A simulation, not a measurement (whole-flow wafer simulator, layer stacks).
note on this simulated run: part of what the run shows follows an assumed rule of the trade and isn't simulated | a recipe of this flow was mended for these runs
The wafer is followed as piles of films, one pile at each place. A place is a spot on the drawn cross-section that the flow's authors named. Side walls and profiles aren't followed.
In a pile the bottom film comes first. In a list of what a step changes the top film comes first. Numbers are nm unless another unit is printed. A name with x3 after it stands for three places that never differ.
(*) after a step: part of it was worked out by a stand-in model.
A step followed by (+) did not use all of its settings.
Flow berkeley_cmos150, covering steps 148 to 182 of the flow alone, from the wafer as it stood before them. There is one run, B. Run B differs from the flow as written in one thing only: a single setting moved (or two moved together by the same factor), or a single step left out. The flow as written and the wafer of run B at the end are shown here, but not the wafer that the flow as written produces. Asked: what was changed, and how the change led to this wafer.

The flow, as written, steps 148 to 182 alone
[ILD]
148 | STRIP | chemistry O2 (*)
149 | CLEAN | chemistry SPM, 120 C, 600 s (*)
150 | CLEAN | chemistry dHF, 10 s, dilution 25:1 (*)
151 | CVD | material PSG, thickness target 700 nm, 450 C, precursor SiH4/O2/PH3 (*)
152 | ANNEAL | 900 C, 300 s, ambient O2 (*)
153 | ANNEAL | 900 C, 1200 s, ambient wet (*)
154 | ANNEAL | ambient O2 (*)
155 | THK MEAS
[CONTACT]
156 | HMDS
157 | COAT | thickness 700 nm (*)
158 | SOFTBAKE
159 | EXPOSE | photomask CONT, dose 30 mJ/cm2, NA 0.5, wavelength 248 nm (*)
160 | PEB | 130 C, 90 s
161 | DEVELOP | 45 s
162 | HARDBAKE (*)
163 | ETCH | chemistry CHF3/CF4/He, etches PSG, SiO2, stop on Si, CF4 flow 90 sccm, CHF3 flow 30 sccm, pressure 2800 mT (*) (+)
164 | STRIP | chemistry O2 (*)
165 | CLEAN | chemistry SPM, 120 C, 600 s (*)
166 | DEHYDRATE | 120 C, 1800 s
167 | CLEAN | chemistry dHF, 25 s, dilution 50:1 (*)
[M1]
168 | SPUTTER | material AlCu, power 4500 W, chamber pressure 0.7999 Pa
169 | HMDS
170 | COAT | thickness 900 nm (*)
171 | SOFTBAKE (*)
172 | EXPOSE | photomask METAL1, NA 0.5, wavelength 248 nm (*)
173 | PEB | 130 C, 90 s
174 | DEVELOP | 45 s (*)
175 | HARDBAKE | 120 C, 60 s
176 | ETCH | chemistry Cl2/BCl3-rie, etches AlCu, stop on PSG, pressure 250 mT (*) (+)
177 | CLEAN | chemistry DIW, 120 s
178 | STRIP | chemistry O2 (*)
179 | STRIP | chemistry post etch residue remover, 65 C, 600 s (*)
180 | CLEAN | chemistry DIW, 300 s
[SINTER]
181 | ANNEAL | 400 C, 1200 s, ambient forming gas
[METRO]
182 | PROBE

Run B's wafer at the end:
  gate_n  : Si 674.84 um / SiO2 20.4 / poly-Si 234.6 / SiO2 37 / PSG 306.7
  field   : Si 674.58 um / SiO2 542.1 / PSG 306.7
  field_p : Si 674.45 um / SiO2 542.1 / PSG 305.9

What caused this: step 151, CVD: thickness target 385 nm was run, though the flow has thickness target 700 nm.

How this came from the change, step by step:
  151 | CVD | material PSG, thickness target 700 nm, 450 C, precursor SiH4/O2/PH3 (*)
      field, field_p, sd_n, gate_n, gate_p, contact, m1: PSG gains 385 (new film) (it would be, as written: PSG gains 700 (new film))
      sd_p: PSG gains 356.7 (new film) (it would be, as written: PSG gains 639.5 (new film))
  153 | ANNEAL | 900 C, 1200 s, ambient wet (*)
      sd_n, contact, m1: PSG loses 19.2, SiO2 gains 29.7, Si loses 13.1 (it would be, as written: PSG loses 35, SiO2 gains 22.8, Si loses 10)
      field, field_p: PSG loses 19.2, SiO2 gains 19.6, Si loses 8.61 (it would be, as written: PSG loses 35, SiO2 gains 16.3, Si loses 7.15)
      (as well as at 3 more places)
  157 | COAT | thickness 700 nm (*)
      gate_n: KrF-resist gains 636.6 (new film) (it would be, as written: KrF-resist gains 650.5 (new film))
      sd_p: KrF-resist gains 949.2 (new film) (it would be, as written: KrF-resist gains 1000.3 (new film))
      (as well as at 1 more place)
  163 | ETCH | chemistry CHF3/CF4/He, etches PSG, SiO2, stop on Si, CF4 flow 90 sccm, CHF3 flow 30 sccm, pressure 2800 mT (*) (+)
      field, field_p, sd_n, gate_n, sd_p, gate_p, m1: KrF-resist loses 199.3 (it would be, as written: KrF-resist loses 303.7)
      contact: PSG loses 365.8 (all of it), SiO2 loses 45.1 (all of it), Si loses 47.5 (it would be, as written: PSG loses 665 (all of it), SiO2 loses 38.1 (all of it), Si loses 47.5)
  164 | STRIP | chemistry O2 (*)
      field: KrF-resist loses 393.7 (all of it) (it would be, as written: KrF-resist loses 294.5 (all of it))
      field_p: KrF-resist loses 493 (all of it) (it would be, as written: KrF-resist loses 397.1 (all of it))
      (as well as at 5 more places)
  168 | SPUTTER | material AlCu, power 4500 W, chamber pressure 0.7999 Pa
      sd_p: AlCu gains 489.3 (new film) (it would be, as written: AlCu gains 471.4 (new film))
      contact: AlCu gains 521.1 (new film) (it would be, as written: AlCu gains 443.6 (new film))
  170 | COAT | thickness 900 nm (*)
      field: thick-KrF-resist gains 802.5 (new film) (it would be, as written: thick-KrF-resist gains 782.6 (new film))
      sd_p: thick-KrF-resist gains 1352.2 (new film) (it would be, as written: thick-KrF-resist gains 1400.4 (new film))
      (as well as at 2 more places)
  173 | PEB | 130 C, 90 s
      contact: thick-KrF-resist loses 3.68 (it would be, as written: thick-KrF-resist loses 4.56)
  174 | DEVELOP | 45 s (*)
      field: thick-KrF-resist loses 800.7 (all of it), AlCu loses 10 (it would be, as written: thick-KrF-resist loses 780.8 (all of it), AlCu loses 10)
      sd_p: thick-KrF-resist loses 1348.7 (all of it), AlCu loses 10 (it would be, as written: thick-KrF-resist loses 1396.9 (all of it), AlCu loses 10)
  175 | HARDBAKE | 120 C, 60 s
      contact: thick-KrF-resist loses 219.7 (it would be, as written: thick-KrF-resist loses 263.1)
      m1: thick-KrF-resist loses 152.7 (it would be, as written: thick-KrF-resist loses 148.2)
  176 | ETCH | chemistry Cl2/BCl3-rie, etches AlCu, stop on PSG, pressure 250 mT (*) (+)
      sd_p: AlCu loses 479.3 (all of it), PSG loses 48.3 (it would be, as written: AlCu loses 461.4 (all of it), PSG loses 50.6)
  178 | STRIP | chemistry O2 (*)
      contact: thick-KrF-resist loses 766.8 (all of it) (it would be, as written: thick-KrF-resist loses 1006.2 (all of it))
      m1: thick-KrF-resist loses 398.7 (all of it) (it would be, as written: thick-KrF-resist loses 373.8 (all of it))
